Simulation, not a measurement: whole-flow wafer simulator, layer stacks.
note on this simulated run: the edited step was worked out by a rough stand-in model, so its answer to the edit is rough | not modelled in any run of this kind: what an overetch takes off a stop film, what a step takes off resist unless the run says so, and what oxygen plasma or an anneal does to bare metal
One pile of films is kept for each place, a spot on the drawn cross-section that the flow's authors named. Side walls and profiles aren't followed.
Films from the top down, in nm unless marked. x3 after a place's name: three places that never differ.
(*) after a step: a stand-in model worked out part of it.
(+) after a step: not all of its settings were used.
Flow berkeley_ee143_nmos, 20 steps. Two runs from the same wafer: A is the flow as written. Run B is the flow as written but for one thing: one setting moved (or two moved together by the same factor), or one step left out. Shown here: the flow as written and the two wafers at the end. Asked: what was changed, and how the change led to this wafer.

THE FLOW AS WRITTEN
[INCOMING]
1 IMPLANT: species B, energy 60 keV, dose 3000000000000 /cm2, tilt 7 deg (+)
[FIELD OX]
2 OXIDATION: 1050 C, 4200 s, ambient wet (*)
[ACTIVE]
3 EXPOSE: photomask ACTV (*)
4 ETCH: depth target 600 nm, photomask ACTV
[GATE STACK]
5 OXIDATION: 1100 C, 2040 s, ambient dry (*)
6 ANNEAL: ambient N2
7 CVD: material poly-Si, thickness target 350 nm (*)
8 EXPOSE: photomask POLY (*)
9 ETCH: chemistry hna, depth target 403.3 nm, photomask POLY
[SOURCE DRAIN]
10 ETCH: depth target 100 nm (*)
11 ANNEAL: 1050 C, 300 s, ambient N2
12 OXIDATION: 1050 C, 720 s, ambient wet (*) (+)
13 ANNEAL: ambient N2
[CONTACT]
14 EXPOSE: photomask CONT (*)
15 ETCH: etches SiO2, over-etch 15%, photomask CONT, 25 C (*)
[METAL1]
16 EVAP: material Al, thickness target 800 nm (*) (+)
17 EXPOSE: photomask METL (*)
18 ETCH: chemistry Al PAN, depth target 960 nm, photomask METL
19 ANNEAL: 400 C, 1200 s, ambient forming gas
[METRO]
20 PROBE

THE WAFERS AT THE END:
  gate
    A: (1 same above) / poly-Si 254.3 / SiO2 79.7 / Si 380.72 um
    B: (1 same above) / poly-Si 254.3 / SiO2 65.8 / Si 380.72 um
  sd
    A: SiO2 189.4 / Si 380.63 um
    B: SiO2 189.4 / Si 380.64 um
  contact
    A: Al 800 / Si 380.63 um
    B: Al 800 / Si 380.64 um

The cause: step 5, OXIDATION: 1479 s was run, where the flow has 2040 s.

How the change led to this, step by step:
  5 OXIDATION: 1100 C, 2040 s, ambient dry (*)
      gate, sd, contact: A SiO2 +79.7 (new film), Si -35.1 | B SiO2 +65.8 (new film), Si -28.9
      field: A SiO2 +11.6, Si -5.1 | B SiO2 +8.44, Si -3.71
  10 ETCH: depth target 100 nm (*)
      sd, contact: A SiO2 -79.7 (all of it) | B SiO2 -65.8 (all of it)
